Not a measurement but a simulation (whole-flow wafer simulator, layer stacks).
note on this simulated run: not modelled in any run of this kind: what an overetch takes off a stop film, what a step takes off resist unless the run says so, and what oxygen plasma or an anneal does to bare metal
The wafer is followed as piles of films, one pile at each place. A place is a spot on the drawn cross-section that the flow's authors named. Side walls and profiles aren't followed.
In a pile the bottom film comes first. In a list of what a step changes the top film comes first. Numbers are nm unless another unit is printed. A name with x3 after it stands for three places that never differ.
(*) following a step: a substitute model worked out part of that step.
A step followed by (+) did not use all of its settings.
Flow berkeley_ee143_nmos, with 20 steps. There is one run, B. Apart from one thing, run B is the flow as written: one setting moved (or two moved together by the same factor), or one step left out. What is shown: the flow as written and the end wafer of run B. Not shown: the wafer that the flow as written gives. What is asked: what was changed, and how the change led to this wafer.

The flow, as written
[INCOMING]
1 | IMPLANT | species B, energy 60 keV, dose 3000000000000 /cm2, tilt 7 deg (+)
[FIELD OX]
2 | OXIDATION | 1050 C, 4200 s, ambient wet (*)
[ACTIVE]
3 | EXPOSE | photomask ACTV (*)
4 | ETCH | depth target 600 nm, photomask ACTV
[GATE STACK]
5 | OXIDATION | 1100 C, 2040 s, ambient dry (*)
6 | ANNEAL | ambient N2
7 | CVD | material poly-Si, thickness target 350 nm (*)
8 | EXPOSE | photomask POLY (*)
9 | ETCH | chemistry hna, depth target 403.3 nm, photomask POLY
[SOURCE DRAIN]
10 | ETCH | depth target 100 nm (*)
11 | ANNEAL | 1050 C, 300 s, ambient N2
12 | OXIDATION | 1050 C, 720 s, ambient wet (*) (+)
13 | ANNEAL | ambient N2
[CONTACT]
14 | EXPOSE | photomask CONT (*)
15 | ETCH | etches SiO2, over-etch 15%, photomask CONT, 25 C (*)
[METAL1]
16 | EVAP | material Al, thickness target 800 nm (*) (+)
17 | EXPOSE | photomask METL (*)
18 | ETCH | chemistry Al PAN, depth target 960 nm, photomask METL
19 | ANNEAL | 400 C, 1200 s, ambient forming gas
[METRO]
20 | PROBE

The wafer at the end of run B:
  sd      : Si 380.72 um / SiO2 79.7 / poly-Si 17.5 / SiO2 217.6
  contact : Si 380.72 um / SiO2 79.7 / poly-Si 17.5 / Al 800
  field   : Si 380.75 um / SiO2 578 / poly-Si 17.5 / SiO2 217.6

Cause: step 9, ETCH: depth target 236.8 nm was run, though the flow has depth target 403.3 nm.

How this came from the change, step by step:
  9 | ETCH | chemistry hna, depth target 403.3 nm, photomask POLY
      sd, contact, field: -236.8 poly-Si (in the flow as written it would be: -350 poly-Si (all of it))
  10 | ETCH | depth target 100 nm (*)
      sd, contact: nothing (in the flow as written it would be: -79.7 SiO2 (all of it))
      field: nothing (in the flow as written it would be: -100 SiO2)
  12 | OXIDATION | 1050 C, 720 s, ambient wet (*) (+)
      sd, contact: +217.6 SiO2 (new film), -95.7 poly-Si (in the flow as written it would be: +189.4 SiO2 (new film), -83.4 Si)
      field: +217.6 SiO2 (new film), -95.7 poly-Si (in the flow as written it would be: +69.1 SiO2, -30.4 Si)
  15 | ETCH | etches SiO2, over-etch 15%, photomask CONT, 25 C (*)
      contact: -217.6 SiO2 (all of it) (in the flow as written it would be: -189.4 SiO2 (all of it))
